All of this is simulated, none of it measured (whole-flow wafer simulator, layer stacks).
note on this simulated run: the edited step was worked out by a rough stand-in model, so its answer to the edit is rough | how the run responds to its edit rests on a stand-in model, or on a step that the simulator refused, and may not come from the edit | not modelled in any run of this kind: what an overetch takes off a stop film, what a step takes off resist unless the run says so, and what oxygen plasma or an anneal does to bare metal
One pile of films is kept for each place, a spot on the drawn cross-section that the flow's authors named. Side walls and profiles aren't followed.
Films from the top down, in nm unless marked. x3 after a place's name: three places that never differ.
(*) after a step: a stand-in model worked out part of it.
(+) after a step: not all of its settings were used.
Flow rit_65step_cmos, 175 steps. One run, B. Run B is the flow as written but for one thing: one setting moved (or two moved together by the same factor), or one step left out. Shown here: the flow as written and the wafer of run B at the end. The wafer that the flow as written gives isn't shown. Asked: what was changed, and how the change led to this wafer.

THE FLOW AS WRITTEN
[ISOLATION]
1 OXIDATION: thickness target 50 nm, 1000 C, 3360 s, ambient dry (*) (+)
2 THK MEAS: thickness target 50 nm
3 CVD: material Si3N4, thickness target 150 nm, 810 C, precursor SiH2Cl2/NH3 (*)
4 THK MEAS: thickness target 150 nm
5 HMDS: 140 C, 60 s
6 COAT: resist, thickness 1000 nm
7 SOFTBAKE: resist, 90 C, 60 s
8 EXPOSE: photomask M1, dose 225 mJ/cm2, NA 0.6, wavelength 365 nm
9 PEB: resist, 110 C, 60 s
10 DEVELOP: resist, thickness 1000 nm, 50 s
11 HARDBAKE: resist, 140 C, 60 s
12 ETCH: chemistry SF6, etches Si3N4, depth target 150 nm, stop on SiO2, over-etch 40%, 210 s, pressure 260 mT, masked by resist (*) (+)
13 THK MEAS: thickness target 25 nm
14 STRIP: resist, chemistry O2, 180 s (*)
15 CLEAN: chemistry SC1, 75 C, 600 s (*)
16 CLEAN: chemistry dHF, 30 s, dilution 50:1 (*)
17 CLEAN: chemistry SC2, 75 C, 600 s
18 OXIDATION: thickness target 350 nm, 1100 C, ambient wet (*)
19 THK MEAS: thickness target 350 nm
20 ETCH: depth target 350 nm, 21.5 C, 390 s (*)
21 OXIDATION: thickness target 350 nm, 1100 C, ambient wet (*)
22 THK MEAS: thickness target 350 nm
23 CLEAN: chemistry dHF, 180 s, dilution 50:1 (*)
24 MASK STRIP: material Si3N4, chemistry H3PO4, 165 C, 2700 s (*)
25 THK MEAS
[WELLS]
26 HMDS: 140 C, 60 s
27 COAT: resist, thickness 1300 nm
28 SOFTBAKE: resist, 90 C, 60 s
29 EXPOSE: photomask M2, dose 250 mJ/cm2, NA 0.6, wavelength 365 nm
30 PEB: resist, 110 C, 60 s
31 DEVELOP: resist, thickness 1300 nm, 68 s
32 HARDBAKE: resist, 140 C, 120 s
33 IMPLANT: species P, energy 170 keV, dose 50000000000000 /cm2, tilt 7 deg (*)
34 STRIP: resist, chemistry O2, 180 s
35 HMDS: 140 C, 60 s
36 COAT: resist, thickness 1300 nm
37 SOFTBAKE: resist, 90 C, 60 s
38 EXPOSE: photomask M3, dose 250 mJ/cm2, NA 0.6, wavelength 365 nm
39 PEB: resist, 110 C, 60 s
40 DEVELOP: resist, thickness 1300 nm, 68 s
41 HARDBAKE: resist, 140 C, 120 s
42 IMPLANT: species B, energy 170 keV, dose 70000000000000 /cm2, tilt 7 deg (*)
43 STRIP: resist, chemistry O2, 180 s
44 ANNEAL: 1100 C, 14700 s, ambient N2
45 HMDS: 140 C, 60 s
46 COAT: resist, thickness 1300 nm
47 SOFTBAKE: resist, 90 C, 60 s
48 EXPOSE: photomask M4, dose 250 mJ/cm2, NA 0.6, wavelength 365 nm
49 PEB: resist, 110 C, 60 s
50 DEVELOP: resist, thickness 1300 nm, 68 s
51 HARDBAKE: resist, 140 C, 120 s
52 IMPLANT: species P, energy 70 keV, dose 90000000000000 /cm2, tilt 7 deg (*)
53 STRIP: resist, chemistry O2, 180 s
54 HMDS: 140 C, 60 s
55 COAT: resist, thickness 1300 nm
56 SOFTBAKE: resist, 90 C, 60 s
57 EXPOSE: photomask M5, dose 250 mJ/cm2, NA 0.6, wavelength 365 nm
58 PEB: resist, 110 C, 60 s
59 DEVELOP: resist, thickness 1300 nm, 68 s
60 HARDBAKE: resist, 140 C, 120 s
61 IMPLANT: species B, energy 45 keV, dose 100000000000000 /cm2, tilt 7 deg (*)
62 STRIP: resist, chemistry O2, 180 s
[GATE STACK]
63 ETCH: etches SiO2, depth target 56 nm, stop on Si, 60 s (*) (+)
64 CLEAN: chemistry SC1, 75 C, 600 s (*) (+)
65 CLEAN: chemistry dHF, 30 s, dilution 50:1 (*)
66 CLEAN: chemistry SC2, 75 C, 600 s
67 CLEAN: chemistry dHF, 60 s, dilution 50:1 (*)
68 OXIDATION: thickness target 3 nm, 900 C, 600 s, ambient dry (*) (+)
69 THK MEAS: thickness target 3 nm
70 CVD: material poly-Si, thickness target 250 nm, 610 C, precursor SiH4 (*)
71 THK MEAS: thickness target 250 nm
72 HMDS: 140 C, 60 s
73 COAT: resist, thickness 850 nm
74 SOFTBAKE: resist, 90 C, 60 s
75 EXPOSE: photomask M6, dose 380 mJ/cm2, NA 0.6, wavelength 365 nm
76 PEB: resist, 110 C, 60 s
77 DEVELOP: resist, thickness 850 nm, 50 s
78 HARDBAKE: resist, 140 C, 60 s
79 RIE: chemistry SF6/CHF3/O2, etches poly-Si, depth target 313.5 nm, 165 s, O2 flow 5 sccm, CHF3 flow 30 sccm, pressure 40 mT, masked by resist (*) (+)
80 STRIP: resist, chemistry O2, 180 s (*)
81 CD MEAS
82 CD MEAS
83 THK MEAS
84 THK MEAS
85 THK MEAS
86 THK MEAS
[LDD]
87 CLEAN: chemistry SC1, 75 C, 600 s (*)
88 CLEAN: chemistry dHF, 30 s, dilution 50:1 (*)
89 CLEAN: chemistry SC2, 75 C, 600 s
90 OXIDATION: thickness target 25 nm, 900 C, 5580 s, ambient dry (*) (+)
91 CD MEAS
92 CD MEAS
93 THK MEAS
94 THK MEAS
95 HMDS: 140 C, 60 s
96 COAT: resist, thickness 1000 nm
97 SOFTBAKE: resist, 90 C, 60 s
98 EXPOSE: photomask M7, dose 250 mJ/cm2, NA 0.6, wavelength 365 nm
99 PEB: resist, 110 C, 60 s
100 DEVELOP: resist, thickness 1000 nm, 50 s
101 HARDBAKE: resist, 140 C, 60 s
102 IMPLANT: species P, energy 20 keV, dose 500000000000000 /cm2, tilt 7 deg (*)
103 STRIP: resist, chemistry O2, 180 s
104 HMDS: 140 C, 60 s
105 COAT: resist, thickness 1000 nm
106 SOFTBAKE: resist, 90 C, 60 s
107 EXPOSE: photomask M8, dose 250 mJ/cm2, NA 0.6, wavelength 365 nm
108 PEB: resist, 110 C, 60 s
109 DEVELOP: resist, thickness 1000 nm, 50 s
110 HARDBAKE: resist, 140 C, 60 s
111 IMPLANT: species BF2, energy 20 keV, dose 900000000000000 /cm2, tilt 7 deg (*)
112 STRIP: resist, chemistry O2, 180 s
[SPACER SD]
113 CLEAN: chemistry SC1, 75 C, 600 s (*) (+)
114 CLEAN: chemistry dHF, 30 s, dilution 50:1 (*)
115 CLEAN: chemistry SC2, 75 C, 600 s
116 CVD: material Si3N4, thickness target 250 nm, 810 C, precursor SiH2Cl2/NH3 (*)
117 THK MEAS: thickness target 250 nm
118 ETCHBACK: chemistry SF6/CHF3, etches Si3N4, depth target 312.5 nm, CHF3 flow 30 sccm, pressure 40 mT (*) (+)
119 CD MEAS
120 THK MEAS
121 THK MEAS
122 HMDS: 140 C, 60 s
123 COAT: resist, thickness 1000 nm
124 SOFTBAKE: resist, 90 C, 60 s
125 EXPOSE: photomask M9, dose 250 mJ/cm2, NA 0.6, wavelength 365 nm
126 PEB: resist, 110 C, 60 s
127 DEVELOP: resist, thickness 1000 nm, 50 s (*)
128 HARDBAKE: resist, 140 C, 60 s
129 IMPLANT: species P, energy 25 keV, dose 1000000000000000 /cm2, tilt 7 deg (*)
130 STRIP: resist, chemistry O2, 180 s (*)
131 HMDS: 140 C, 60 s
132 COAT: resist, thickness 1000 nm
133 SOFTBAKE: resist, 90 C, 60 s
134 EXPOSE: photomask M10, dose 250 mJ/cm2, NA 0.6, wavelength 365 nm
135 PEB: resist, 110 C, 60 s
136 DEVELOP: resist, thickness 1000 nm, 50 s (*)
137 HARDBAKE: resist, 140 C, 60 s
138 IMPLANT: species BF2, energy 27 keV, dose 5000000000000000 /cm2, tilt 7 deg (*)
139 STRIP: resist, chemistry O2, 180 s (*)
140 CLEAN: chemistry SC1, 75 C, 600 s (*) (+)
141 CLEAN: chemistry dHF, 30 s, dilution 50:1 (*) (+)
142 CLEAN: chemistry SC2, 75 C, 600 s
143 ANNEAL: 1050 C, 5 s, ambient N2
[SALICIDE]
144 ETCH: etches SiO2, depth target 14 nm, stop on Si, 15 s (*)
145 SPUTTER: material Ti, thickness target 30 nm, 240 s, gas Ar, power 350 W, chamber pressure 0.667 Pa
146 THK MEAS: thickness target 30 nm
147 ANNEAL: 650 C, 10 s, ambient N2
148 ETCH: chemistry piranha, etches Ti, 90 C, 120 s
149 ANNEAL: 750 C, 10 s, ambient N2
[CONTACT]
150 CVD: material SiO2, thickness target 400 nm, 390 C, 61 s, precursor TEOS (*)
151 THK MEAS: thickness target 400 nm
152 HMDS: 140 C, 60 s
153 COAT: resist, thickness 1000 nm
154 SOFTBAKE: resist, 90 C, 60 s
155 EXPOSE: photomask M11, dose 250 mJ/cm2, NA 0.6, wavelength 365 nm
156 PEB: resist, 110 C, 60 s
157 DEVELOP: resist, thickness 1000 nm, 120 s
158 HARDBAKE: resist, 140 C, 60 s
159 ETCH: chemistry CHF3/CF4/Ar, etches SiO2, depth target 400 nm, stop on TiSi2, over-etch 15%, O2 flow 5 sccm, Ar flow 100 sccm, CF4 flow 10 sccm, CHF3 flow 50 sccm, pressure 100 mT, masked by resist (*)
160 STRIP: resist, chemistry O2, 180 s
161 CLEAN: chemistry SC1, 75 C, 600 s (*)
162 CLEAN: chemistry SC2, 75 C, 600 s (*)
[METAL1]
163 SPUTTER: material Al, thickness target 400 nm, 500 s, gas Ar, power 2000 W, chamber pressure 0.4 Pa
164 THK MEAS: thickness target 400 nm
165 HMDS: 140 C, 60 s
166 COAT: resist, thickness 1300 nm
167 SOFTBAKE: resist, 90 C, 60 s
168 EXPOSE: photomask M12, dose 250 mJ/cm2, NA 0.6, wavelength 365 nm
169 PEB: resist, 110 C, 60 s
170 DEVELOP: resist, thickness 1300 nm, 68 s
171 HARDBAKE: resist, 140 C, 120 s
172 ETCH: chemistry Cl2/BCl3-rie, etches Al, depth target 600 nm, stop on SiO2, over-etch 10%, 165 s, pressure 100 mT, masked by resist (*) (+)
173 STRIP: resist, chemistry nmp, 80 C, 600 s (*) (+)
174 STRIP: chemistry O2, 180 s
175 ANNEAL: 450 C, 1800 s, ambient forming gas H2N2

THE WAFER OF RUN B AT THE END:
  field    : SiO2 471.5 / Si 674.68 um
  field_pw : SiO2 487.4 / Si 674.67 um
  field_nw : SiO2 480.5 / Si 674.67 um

The cause: step 118, ETCHBACK: depth target 375 nm was run, where the flow has depth target 312.5 nm.

How the change led to this, step by step:
  118 ETCHBACK: chemistry SF6/CHF3, etches Si3N4, depth target 312.5 nm, CHF3 flow 30 sccm, pressure 40 mT (*) (+)
      field, field_pw, field_nw, field_p: Si3N4 -250 (all of it), SiO2 -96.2 (as written it would be: Si3N4 -250 (all of it), SiO2 -48.1)
      spacer, spacer_p: Si3N4 -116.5 (as written it would be: Si3N4 -54)
      (and at 2 more places)
  123 COAT: resist, thickness 1000 nm
      field: resist +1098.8 (new film) (as written it would be: resist +1066.4 (new film))
      field_pw: resist +1068.1 (new film) (as written it would be: resist +1044.8 (new film))
      (and at 6 more places)
  126 PEB: resist, 110 C, 60 s
      gate_n, gate_p: resist -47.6 (as written it would be: resist -43.1)
      field: resist -57.3 (as written it would be: resist -55.6)
      (and at 5 more places)
  127 DEVELOP: resist, thickness 1000 nm, 50 s (*)
      field: resist -1041.5 (all of it) (as written it would be: resist -1010.9 (all of it))
      gate_n: resist -871 (all of it) (as written it would be: resist -791.9 (all of it))
      (and at 1 more place)
  128 HARDBAKE: resist, 140 C, 60 s
      field_pw: resist -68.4 (as written it would be: resist -66.4)
      field_nw: resist -68.8 (as written it would be: resist -67.1)
      (and at 3 more places)
  130 STRIP: resist, chemistry O2, 180 s (*)
      field_pw: resist -944 (all of it) (as written it would be: resist -924.1 (all of it))
      field_nw: resist -949 (all of it) (as written it would be: resist -928.7 (all of it))
      (and at 3 more places)
  132 COAT: resist, thickness 1000 nm
      field: resist +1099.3 (new film) (as written it would be: resist +1067 (new film))
      field_pw: resist +1068.4 (new film) (as written it would be: resist +1045.2 (new film))
      (and at 6 more places)
  135 PEB: resist, 110 C, 60 s
      spacer, spacer_p: resist -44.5 (as written it would be: resist -42)
      field: resist -57.4 (as written it would be: resist -55.6)
      (and at 5 more places)
  136 DEVELOP: resist, thickness 1000 nm, 50 s (*)
      field_p: resist -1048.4 (all of it) (as written it would be: resist -1018 (all of it))
      gate_p: resist -871.9 (all of it) (as written it would be: resist -792.8 (all of it))
      (and at 1 more place)
  137 HARDBAKE: resist, 140 C, 60 s
      field: resist -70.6 (as written it would be: resist -68.3)
      field_pw: resist -68.4 (as written it would be: resist -66.4)
      (and at 3 more places)
  139 STRIP: resist, chemistry O2, 180 s (*)
      field: resist -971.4 (all of it) (as written it would be: resist -943.1 (all of it))
      field_pw: resist -944.4 (all of it) (as written it would be: resist -924.5 (all of it))
      (and at 3 more places)
  145 SPUTTER: material Ti, thickness target 30 nm, 240 s, gas Ar, power 350 W, chamber pressure 0.667 Pa
      gate_n: Ti +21 (new film) (as written it would be: Ti +27.3 (new film))
      gate_p: Ti +21 (new film) (as written it would be: Ti +27.2 (new film))
  147 ANNEAL: 650 C, 10 s, ambient N2
      gate_n: Ti -16.4, TiSi2 C49 +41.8 (new film), poly-Si -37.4 (as written it would be: Ti -21.3, TiSi first +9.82 (new film), TiSi2 C49 +39.5 (new film), poly-Si -41.9)
      gate_p: Ti -16.3, TiSi2 C49 +41.6 (new film), poly-Si -37.2 (as written it would be: Ti -21.2, TiSi first +9.56 (new film), TiSi2 C49 +39.6 (new film), poly-Si -41.9)
  148 ETCH: chemistry piranha, etches Ti, 90 C, 120 s
      gate_n: Ti -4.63 (all of it), TiSi2 C49 -0.11 (as written it would be: Ti -6 (all of it), TiSi first -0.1)
      gate_p: Ti -4.61 (all of it), TiSi2 C49 -0.11 (as written it would be: Ti -5.97 (all of it), TiSi first -0.1)
  149 ANNEAL: 750 C, 10 s, ambient N2
      gate_n: TiSi2 +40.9 (new film), TiSi2 C49 -41.7 (all of it) (as written it would be: TiSi2 +50.8 (new film), TiSi first -9.72 (all of it), TiSi2 C49 -39.5 (all of it), poly-Si -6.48)
      gate_p: TiSi2 +40.8 (new film), TiSi2 C49 -41.5 (all of it) (as written it would be: TiSi2 +50.6 (new film), TiSi first -9.46 (all of it), TiSi2 C49 -39.6 (all of it), poly-Si -6.31)
  150 CVD: material SiO2, thickness target 400 nm, 390 C, 61 s, precursor TEOS (*)
      gate_n: SiO2 +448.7 (new film) (as written it would be: SiO2 +413.1 (new film))
      gate_p: SiO2 +449.3 (new film) (as written it would be: SiO2 +413.7 (new film))
  ... 6 more steps ...
  170 DEVELOP: resist, thickness 1300 nm, 68 s
      field: resist -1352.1 (all of it) (as written it would be: resist -1316.6 (all of it))
      field_p: resist -1359.6 (all of it) (as written it would be: resist -1324.1 (all of it))
      (and at 4 more places)
